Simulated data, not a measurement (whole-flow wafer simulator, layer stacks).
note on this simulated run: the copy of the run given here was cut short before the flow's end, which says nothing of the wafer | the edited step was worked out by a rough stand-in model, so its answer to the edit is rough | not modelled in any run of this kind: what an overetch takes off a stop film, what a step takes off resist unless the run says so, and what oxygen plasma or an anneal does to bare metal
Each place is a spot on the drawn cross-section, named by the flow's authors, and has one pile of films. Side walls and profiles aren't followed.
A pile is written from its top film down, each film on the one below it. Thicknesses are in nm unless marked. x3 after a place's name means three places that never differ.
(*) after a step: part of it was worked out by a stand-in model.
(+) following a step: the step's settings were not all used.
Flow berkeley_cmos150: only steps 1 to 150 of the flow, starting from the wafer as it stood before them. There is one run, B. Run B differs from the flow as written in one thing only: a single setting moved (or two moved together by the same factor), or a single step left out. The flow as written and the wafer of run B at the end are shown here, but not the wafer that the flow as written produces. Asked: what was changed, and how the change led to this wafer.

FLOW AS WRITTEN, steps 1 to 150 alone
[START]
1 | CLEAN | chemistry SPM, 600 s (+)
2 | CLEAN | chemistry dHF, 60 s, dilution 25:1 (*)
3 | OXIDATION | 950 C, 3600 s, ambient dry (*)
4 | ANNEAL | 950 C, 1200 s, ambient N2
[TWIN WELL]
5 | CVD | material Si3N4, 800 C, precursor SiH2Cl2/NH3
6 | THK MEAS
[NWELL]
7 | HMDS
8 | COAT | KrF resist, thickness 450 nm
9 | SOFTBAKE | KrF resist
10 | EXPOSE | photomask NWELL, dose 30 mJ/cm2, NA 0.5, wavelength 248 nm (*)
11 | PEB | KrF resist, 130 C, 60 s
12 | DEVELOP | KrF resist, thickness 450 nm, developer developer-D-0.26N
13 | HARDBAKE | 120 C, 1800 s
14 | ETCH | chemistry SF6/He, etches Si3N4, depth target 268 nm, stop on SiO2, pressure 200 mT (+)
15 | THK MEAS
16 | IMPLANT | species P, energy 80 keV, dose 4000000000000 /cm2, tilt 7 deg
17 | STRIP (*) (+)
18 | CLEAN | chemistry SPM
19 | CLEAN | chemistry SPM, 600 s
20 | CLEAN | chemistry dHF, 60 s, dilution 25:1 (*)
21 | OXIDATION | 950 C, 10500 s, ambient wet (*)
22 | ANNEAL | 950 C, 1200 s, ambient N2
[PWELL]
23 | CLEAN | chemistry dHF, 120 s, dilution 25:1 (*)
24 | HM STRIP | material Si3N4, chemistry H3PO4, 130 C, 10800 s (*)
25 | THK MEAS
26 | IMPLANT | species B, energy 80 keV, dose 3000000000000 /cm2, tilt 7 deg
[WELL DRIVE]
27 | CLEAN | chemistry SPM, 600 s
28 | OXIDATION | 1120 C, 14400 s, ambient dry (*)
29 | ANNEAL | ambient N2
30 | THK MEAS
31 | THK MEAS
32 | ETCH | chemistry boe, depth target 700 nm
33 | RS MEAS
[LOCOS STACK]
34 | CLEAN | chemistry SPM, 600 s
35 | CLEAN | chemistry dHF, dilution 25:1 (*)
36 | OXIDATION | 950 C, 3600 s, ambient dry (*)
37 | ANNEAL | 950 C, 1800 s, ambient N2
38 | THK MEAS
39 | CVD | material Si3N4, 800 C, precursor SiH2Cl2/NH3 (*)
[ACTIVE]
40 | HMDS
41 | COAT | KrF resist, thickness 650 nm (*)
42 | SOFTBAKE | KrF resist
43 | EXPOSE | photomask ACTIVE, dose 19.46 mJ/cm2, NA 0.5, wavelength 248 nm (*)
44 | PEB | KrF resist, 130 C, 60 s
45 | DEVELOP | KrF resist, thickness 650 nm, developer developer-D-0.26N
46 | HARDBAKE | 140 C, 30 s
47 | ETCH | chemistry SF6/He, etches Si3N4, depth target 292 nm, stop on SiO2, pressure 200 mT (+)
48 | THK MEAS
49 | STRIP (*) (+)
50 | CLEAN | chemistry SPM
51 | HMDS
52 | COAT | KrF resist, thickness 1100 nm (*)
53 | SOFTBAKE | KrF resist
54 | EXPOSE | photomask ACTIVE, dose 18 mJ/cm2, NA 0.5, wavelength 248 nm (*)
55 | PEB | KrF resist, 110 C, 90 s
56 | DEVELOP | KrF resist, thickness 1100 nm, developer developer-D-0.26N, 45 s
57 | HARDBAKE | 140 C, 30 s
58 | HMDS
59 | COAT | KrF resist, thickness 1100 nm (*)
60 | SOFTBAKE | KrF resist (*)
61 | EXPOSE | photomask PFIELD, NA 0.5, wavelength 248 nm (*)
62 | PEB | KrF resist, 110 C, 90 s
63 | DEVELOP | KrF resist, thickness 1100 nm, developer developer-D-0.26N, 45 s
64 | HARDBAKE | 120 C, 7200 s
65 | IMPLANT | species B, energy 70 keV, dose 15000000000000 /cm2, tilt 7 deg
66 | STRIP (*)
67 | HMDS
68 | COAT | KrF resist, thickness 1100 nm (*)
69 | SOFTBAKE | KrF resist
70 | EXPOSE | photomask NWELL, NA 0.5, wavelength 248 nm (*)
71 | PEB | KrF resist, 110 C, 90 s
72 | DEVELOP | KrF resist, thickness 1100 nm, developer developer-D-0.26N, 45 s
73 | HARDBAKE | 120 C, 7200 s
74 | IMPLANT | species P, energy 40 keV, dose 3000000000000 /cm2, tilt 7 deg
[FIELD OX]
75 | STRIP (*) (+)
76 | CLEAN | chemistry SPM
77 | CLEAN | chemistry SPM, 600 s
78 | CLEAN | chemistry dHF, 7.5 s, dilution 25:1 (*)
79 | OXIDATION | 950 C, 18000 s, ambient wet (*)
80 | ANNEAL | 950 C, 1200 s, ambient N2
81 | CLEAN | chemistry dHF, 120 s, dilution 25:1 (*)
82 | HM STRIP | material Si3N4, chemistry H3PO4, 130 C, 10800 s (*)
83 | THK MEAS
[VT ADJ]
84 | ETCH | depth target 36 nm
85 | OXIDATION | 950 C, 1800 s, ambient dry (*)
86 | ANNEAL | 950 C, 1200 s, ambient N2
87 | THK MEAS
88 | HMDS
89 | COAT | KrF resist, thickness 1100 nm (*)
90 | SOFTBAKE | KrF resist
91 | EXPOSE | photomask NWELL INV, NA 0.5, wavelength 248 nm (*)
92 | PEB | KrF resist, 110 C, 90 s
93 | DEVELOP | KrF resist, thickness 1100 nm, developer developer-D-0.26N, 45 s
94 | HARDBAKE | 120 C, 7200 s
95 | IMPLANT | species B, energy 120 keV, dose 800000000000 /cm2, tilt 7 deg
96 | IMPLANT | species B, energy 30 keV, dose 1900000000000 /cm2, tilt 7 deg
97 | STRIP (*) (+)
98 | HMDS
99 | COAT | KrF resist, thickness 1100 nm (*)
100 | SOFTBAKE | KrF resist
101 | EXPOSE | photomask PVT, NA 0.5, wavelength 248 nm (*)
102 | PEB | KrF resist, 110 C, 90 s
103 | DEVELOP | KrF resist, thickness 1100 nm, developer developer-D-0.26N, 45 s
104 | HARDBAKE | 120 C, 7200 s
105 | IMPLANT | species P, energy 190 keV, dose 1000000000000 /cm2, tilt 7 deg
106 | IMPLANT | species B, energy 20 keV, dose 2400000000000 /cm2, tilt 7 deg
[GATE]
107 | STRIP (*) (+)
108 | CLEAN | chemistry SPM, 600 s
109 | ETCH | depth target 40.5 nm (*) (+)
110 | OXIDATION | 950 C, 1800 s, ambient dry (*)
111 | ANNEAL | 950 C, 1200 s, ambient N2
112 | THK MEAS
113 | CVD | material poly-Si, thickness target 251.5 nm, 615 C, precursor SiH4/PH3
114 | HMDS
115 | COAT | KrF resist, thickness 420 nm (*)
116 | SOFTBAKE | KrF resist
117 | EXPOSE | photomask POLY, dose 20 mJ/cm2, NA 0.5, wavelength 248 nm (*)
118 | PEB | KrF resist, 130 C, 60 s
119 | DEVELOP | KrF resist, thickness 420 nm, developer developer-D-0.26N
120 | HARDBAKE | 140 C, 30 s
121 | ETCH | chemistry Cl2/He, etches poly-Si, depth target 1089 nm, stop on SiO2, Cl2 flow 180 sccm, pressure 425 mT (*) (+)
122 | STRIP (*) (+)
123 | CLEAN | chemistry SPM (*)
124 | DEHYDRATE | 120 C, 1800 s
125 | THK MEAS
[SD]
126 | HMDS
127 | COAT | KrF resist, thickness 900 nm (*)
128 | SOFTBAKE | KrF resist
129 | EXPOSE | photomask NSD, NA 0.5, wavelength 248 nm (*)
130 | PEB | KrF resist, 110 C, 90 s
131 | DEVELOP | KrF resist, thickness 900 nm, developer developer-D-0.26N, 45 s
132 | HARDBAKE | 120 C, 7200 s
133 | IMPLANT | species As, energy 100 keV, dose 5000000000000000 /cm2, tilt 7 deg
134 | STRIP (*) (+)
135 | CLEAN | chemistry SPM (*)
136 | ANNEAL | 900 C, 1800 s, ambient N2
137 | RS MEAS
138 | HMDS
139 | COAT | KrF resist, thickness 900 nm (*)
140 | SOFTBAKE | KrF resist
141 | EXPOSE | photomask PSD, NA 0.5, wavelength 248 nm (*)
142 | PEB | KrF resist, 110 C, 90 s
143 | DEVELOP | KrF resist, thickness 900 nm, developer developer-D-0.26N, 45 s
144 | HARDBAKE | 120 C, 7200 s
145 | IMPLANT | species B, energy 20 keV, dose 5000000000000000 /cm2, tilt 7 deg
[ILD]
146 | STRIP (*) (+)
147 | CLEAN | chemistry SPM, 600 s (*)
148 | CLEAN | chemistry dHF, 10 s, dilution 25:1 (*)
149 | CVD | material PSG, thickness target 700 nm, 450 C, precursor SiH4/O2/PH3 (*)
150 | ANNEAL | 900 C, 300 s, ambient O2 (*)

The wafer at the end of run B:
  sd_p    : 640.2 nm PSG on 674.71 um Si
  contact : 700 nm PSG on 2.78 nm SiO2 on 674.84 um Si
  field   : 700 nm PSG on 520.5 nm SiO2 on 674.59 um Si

Cause: step 110, OXIDATION: 855 C was run, whereas the flow has 950 C.

The path from the change to this, step by step:
  110 | OXIDATION | 950 C, 1800 s, ambient dry (*)
      sd_n, gate_n, sd_p, gate_p, contact, m1: +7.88 SiO2 (new film), -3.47 Si (as written it would have been: +20.4 SiO2 (new film), -8.98 Si)
      field, field_p: +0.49 SiO2, -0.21 Si (as written it would have been: +2.49 SiO2, -1.09 Si)
  148 | CLEAN | chemistry dHF, 10 s, dilution 25:1 (*)
      sd_p: -4.7 SiO2 (all of it) (as written it would have been: -7.51 SiO2)
